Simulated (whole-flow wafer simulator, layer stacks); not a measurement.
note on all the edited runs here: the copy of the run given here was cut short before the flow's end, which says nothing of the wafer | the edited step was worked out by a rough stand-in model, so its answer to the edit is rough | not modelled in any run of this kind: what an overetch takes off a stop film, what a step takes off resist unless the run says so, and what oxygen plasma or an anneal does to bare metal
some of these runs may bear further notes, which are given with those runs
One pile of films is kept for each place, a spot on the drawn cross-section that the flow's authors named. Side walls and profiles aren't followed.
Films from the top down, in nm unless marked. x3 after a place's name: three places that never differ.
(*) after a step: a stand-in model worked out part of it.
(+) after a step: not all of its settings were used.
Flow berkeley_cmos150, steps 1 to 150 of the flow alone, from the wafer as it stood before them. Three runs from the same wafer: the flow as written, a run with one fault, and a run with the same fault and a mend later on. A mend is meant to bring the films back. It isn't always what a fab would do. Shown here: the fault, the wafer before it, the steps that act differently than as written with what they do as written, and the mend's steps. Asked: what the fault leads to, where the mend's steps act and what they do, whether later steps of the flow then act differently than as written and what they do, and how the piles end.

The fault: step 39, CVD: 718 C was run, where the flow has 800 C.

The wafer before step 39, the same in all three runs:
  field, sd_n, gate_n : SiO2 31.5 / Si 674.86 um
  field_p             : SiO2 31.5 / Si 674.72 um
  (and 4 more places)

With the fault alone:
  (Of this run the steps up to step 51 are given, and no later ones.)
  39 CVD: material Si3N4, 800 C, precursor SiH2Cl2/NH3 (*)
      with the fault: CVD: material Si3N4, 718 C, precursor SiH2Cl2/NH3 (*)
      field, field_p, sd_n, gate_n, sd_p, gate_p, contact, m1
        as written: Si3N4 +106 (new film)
        with the fault: Si3N4 +30.7 (new film)
  Later steps of the flow that act differently than as written:
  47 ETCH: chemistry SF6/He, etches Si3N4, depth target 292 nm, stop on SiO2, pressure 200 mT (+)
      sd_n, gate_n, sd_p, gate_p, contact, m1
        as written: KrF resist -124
        with the fault: KrF resist -42.1
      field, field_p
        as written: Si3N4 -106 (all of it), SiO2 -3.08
        with the fault: Si3N4 -30.7 (all of it), SiO2 -3.08
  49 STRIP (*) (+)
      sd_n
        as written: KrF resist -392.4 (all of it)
        with the fault: KrF resist -474.3 (all of it)
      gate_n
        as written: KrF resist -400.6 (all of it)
        with the fault: KrF resist -482.5 (all of it)
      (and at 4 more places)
  After step 51 the piles differ from the flow's by more than 2% or 0.5 nm, whichever is larger, at sd_n, gate_n, sd_p, gate_p, contact, m1.
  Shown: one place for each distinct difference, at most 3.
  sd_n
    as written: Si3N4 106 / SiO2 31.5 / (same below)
    with the fault: Si3N4 30.7 / SiO2 31.5 / (same below)

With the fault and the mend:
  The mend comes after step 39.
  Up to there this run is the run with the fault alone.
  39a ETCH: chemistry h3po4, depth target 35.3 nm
      field, field_p, sd_n, gate_n, sd_p, gate_p, contact, m1
        Si3N4 -30.7 (all of it)
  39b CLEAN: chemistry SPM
      changes no film at any place that is followed
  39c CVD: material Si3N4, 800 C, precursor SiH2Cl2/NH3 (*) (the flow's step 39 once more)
      field, field_p, sd_n, gate_n, sd_p, gate_p, contact, m1
        Si3N4 +106 (new film)
  No later step of the flow acts differently than as written at any place that is followed.
  At the end the piles are the same as the flow's at every place that both follow.
